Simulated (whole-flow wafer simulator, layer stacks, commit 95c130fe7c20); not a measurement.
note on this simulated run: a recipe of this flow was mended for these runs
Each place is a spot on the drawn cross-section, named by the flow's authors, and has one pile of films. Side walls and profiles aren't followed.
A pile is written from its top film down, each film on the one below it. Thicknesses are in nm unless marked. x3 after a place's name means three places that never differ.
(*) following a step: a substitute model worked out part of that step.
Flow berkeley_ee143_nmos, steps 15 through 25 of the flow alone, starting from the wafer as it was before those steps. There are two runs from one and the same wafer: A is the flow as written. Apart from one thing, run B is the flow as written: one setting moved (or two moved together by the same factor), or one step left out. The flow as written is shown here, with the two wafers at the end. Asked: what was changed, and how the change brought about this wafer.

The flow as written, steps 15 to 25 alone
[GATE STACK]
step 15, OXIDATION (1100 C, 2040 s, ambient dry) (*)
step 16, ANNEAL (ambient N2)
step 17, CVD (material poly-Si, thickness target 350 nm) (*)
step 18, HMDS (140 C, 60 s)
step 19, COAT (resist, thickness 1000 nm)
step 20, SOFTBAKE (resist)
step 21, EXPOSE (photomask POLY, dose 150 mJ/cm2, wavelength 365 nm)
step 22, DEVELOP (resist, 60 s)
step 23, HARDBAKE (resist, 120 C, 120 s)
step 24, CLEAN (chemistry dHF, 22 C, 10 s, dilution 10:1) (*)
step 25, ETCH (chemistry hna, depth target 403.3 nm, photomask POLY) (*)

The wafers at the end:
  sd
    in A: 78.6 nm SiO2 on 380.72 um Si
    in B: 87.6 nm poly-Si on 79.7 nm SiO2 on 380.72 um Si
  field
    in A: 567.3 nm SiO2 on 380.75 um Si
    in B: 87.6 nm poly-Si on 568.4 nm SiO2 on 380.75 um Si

What caused this: step 25, ETCH: depth target 262.4 nm was run, though the flow has depth target 403.3 nm.

Step by step, how the change led to this:
  step 25, ETCH (chemistry hna, depth target 403.3 nm, photomask POLY) (*)
      sd, contact, field: A poly-Si loses 350 (all of it), SiO2 loses 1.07 | B poly-Si loses 262.4
